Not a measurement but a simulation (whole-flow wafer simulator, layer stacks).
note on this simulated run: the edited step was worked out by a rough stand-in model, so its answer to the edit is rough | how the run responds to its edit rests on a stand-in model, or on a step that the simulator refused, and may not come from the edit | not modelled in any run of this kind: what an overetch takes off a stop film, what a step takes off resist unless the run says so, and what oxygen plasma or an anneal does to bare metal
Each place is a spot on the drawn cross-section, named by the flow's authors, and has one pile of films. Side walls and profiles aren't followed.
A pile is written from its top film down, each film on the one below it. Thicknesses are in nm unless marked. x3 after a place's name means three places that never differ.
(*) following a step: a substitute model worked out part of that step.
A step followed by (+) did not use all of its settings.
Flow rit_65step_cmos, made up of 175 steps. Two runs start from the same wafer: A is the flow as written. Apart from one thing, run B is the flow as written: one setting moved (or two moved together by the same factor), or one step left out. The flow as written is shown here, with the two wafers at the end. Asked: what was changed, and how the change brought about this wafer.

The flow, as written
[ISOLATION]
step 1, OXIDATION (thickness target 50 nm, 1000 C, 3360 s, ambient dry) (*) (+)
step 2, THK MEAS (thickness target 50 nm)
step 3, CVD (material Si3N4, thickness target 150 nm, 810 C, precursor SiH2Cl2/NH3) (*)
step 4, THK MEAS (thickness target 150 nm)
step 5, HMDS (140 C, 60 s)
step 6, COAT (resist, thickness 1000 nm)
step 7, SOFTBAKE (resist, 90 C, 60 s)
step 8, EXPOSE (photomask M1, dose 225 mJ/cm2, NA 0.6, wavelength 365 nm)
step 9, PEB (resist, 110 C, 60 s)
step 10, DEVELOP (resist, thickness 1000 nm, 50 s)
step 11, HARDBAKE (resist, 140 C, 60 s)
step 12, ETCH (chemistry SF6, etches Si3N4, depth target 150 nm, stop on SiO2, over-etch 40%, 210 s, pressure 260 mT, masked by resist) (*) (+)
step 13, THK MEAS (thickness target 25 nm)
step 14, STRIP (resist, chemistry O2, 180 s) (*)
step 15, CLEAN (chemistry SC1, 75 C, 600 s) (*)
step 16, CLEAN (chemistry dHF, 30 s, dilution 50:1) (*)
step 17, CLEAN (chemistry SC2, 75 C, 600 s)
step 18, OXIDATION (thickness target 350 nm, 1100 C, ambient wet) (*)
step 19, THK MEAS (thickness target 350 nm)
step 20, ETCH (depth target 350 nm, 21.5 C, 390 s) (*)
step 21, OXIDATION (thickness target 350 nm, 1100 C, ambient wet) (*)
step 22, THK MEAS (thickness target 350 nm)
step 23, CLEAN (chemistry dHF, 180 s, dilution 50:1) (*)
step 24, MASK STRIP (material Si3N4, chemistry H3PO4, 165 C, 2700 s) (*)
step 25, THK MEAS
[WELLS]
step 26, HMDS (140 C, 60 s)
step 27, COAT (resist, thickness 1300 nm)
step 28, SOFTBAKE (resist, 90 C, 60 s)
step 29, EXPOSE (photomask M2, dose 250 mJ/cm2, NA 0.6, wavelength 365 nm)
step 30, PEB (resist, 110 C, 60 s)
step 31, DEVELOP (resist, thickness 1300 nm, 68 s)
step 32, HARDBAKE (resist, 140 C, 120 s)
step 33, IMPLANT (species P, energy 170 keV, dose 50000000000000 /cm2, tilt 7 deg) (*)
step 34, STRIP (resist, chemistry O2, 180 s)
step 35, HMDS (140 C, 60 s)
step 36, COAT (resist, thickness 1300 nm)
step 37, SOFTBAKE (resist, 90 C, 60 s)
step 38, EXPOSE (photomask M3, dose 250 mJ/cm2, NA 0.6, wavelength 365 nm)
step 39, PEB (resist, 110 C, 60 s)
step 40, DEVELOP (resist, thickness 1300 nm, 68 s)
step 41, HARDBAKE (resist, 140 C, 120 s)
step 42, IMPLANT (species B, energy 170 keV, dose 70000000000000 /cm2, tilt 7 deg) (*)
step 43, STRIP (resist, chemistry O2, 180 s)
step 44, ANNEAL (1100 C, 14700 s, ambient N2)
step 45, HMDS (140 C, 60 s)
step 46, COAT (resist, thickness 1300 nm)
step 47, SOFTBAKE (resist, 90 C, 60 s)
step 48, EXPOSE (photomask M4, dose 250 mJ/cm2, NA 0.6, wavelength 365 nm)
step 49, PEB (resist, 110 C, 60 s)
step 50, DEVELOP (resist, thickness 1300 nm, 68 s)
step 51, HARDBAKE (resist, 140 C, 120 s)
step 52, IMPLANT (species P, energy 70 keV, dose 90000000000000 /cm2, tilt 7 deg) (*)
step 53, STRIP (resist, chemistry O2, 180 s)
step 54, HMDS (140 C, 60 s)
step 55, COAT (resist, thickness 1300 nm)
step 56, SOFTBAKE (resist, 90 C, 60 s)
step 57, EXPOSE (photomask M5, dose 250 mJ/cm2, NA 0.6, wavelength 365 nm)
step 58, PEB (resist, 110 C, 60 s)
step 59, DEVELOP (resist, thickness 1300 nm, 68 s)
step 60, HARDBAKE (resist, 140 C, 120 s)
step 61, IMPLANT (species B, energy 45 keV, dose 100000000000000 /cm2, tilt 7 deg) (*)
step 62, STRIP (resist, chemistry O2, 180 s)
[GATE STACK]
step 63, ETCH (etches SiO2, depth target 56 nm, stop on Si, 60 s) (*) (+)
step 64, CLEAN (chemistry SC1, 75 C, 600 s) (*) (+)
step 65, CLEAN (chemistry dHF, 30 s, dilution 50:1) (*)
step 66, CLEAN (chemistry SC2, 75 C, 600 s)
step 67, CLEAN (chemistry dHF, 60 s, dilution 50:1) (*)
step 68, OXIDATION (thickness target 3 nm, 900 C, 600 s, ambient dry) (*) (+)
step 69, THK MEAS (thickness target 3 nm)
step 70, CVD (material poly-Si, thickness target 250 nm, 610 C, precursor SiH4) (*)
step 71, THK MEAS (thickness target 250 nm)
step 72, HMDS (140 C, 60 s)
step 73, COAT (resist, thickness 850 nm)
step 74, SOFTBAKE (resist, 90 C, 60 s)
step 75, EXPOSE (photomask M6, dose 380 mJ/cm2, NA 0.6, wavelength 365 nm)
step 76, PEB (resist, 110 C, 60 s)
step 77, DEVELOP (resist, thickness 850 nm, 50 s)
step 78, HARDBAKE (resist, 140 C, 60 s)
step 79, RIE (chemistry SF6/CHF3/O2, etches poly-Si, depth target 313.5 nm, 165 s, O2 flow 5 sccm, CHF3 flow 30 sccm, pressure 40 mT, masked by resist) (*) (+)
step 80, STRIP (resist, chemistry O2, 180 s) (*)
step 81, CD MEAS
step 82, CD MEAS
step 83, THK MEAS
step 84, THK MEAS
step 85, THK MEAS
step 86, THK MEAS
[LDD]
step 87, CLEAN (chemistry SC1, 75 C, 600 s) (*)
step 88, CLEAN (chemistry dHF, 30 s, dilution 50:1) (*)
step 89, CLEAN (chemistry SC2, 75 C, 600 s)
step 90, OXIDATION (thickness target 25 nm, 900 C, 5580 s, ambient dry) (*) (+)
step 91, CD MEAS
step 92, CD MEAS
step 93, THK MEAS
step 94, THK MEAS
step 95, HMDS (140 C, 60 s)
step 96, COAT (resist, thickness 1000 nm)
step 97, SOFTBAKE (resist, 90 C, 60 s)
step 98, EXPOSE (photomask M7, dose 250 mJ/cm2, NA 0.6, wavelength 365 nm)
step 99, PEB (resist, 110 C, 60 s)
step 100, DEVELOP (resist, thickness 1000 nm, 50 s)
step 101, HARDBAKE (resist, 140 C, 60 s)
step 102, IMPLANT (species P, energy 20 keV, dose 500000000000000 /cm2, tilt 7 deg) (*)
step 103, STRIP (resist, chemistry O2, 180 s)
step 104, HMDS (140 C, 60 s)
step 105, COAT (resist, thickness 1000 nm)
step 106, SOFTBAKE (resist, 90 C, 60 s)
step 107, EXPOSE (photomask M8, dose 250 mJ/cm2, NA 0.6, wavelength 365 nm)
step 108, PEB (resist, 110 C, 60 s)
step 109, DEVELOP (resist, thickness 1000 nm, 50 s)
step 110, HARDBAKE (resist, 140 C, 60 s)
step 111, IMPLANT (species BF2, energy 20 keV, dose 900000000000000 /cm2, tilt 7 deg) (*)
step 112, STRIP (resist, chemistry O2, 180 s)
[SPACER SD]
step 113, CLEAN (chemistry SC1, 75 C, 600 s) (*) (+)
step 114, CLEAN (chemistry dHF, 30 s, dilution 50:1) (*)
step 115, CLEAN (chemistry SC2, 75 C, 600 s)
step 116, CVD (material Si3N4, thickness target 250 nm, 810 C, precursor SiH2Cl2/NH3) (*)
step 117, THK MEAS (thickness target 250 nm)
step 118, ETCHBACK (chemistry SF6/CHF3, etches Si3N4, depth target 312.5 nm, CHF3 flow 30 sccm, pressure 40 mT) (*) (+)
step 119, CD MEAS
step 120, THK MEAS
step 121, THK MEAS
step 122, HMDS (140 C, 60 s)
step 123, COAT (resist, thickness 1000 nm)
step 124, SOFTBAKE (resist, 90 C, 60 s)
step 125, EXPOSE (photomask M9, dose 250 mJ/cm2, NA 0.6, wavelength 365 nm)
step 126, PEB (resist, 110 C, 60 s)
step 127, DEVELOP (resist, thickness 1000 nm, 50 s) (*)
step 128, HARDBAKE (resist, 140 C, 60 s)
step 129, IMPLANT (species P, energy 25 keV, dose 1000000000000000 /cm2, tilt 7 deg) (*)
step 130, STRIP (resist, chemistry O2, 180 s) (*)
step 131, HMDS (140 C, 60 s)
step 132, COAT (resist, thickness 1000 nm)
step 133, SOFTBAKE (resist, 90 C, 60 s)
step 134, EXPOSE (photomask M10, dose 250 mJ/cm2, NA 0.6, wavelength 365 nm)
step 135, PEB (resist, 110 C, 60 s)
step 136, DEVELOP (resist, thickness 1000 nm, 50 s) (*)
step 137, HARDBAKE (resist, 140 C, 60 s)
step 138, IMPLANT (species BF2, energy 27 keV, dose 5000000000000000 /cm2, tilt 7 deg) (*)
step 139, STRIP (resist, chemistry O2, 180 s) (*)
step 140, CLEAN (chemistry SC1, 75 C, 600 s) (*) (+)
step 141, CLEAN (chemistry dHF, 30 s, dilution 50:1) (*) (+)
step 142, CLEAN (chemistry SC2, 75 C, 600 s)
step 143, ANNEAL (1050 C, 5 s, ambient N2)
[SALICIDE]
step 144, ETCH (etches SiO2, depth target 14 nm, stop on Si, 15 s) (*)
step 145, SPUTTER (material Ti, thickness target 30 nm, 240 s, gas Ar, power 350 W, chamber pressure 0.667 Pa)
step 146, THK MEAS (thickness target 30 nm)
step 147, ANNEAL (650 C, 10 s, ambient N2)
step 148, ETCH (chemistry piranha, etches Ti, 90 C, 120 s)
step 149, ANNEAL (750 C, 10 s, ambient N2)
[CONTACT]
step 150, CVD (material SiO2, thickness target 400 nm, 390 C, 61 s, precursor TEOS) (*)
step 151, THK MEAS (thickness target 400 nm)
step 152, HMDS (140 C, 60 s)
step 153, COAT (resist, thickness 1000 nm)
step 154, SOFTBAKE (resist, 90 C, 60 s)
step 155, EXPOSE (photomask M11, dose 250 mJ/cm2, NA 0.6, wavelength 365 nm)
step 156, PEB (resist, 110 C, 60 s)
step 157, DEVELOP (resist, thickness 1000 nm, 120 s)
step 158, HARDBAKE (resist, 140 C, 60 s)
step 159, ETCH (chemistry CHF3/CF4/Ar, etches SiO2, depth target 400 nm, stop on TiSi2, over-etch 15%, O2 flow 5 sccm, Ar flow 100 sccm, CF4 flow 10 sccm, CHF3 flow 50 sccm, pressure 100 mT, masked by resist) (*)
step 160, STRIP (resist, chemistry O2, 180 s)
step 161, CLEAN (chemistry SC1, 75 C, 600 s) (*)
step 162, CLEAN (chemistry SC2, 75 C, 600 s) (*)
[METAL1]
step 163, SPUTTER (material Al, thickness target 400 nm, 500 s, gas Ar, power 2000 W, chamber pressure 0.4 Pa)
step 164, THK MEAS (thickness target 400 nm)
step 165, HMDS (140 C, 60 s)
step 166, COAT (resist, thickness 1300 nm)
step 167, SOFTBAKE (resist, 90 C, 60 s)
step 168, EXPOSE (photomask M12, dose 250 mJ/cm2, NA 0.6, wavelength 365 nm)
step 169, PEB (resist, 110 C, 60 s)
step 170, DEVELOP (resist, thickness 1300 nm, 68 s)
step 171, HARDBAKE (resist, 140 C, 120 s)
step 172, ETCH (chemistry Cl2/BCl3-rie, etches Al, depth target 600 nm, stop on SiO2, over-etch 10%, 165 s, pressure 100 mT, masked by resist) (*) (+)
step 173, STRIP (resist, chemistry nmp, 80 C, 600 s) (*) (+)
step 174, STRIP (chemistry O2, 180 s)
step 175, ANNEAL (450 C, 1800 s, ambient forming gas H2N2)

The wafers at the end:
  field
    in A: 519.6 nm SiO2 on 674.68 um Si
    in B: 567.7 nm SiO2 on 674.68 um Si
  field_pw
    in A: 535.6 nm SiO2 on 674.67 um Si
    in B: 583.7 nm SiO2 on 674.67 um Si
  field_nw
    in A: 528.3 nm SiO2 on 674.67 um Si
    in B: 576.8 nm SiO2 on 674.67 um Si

The reason: step 118, ETCHBACK: depth target 250 nm was run, while the flow as written has depth target 312.5 nm.

Step by step, how the change led to this:
  step 118, ETCHBACK (chemistry SF6/CHF3, etches Si3N4, depth target 312.5 nm, CHF3 flow 30 sccm, pressure 40 mT) (*) (+)
      field, field_pw, field_nw, field_p: A Si3N4 loses 250 (all of it), SiO2 loses 48.1 | B Si3N4 loses 250 (all of it)
      gate_n: A Si3N4 loses 250 (all of it), SiO2 loses 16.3 (all of it), poly-Si loses 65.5 | B Si3N4 loses 250 (all of it)
      (as well as at 1 more place)
  step 123, COAT (resist, thickness 1000 nm)
      field: A resist gains 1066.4 (new film) | B resist gains 1044 (new film)
      field_p: A resist gains 1073.5 (new film) | B resist gains 1051.1 (new film)
      (as well as at 4 more places)
  step 126, PEB (resist, 110 C, 60 s)
      gate_n, gate_p: A resist loses 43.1 | B resist loses 40.1
      field: A resist loses 55.6 | B resist loses 54.2
      (as well as at 3 more places)
  step 127, DEVELOP (resist, thickness 1000 nm, 50 s) (*)
      field: A resist loses 1010.9 (all of it) | B resist loses 989.7 (all of it)
      gate_n: A resist loses 791.9 (all of it) | B resist loses 739.2 (all of it)
      (as well as at 1 more place)
  step 128, HARDBAKE (resist, 140 C, 60 s)
      field_nw: A resist loses 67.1 | B resist loses 65.7
      field_p: A resist loses 68.8 | B resist loses 67.2
      (as well as at 2 more places)
  step 130, STRIP (resist, chemistry O2, 180 s) (*)
      gate_n: A chemical SiO2 gains 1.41 (new film), poly-Si loses 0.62 | B nothing
      gate_p: A chemical SiO2 gains 1.31 (new film), resist loses 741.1 (all of it), poly-Si loses 0.58 | B resist loses 691.5 (all of it)
      (as well as at 2 more places)
  step 132, COAT (resist, thickness 1000 nm)
      field: A resist gains 1067 (new film) | B resist gains 1044 (new film)
      field_p: A resist gains 1074 (new film) | B resist gains 1051.1 (new film)
      (as well as at 4 more places)
  step 135, PEB (resist, 110 C, 60 s)
      gate_n, gate_p: A resist loses 43.1 | B resist loses 40.1
      spacer, spacer_p: A resist loses 42 | B resist loses 40
      (as well as at 2 more places)
  step 136, DEVELOP (resist, thickness 1000 nm, 50 s) (*)
      field_p: A resist loses 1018 (all of it) | B resist loses 996.4 (all of it)
      gate_p: A resist loses 792.8 (all of it) | B resist loses 739.4 (all of it)
      (as well as at 1 more place)
  step 137, HARDBAKE (resist, 140 C, 60 s)
      field: A resist loses 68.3 | B resist loses 66.3
      field_nw: A resist loses 67.1 | B resist loses 65.7
      (as well as at 2 more places)
  step 139, STRIP (resist, chemistry O2, 180 s) (*)
      gate_n: A resist loses 740 (all of it), chemical SiO2 gains 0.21, poly-Si loses 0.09 | B resist loses 691.3 (all of it)
      field: A resist loses 943.1 (all of it) | B resist loses 923.4 (all of it)
      (as well as at 1 more place)
  step 140, CLEAN (chemistry SC1, 75 C, 600 s) (*) (+)
      gate_n, gate_p: A chemical SiO2 loses 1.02, poly-Si loses 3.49 | B SiO2 loses 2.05
  step 141, CLEAN (chemistry dHF, 30 s, dilution 50:1) (*) (+)
      gate_n, gate_p: A chemical SiO2 loses 0.6 (all of it) | B SiO2 loses 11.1
  step 144, ETCH (etches SiO2, depth target 14 nm, stop on Si, 15 s) (*)
      gate_n: A chemical SiO2 loses 0.4 (all of it) | B SiO2 loses 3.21 (all of it)
      gate_p: A chemical SiO2 loses 0.4 (all of it) | B SiO2 loses 2.58 (all of it)
  step 145, SPUTTER (material Ti, thickness target 30 nm, 240 s, gas Ar, power 350 W, chamber pressure 0.667 Pa)
      gate_p: A Ti gains 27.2 (new film) | B Ti gains 28 (new film)
  step 147, ANNEAL (650 C, 10 s, ambient N2)
      gate_n: A Ti loses 21.3, TiSi first gains 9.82 (new film), TiSi2 C49 gains 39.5 (new film), poly-Si loses 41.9 | B Ti loses 21.7, TiSi first gains 11 (new film), TiSi2 C49 gains 38.9 (new film), poly-Si loses 42.1
      gate_p: A Ti loses 21.2, TiSi first gains 9.56 (new film), TiSi2 C49 gains 39.6 (new film), poly-Si loses 41.9 | B Ti loses 21.8, TiSi first gains 11.2 (new film), TiSi2 C49 gains 38.7 (new film), poly-Si loses 42.2
  ... 8 further steps ...
  step 170, DEVELOP (resist, thickness 1300 nm, 68 s)
      field: A resist loses 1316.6 (all of it) | B resist loses 1285.6 (all of it)
      field_p: A resist loses 1324.1 (all of it) | B resist loses 1293.1 (all of it)
      (as well as at 4 more places)
